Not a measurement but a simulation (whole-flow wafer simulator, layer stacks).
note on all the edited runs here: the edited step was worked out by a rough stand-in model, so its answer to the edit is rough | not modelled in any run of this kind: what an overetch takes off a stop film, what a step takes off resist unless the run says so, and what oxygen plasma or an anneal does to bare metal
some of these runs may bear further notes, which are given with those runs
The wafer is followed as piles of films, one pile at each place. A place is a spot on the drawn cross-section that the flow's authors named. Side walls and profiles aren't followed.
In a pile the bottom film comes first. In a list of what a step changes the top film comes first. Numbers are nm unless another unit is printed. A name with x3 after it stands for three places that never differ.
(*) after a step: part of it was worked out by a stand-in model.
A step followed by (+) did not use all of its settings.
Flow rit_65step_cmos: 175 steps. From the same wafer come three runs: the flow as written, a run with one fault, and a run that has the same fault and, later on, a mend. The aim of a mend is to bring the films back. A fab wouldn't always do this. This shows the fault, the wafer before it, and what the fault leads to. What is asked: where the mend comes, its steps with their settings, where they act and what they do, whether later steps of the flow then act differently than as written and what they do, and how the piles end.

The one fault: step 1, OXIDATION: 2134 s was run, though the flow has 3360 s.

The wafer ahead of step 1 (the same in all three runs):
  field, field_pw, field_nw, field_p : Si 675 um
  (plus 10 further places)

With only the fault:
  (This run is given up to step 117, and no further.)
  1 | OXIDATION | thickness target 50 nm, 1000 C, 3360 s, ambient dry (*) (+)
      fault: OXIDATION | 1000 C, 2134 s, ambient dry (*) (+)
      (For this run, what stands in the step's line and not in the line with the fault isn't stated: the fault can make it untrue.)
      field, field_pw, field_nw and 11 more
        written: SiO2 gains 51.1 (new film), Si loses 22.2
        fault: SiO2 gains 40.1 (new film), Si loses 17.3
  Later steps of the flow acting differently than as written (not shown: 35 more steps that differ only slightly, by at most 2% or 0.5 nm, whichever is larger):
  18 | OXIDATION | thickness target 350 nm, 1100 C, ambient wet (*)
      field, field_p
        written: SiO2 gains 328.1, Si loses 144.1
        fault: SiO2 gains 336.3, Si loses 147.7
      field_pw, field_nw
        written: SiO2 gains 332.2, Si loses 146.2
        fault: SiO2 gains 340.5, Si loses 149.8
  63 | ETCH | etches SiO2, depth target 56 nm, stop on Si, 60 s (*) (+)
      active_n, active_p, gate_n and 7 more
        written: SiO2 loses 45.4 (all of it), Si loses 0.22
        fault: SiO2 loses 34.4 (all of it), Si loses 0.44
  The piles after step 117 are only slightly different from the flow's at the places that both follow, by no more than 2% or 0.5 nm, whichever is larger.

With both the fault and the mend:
  The mend stands after step 2.
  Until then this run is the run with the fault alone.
  2a | ETCH | depth target 46 nm, 21.5 C, 51 s
      field, field_pw, field_nw and 11 more
        SiO2 loses 40.1 (all of it)
  2b | CLEAN | chemistry SC2, 75 C, 600 s
      field, field_pw, field_nw and 11 more
        chemical SiO2 gains 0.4 (new film), Si loses 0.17
  2c | OXIDATION | 1000 C, 3360 s, ambient dry (*) (the flow's step 1, run once more with other settings)
      field, field_pw, field_nw and 11 more
        SiO2 gains 51 (new film), chemical SiO2 loses 0.4 (all of it), Si loses 22.3
  Later steps of the flow acting differently than as written (not shown: 18 more steps that differ only slightly, by at most 2% or 0.5 nm, whichever is larger):
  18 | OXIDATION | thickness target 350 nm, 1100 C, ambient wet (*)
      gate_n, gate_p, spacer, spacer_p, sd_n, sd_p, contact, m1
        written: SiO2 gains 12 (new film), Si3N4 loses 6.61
        mend: SiO2 gains 12 (new film), Si3N4 loses 6.61, SiO2 gains 0.03
  The piles end only slightly different from the flow's at the places that both follow, by no more than 2% or 0.5 nm, whichever is larger.
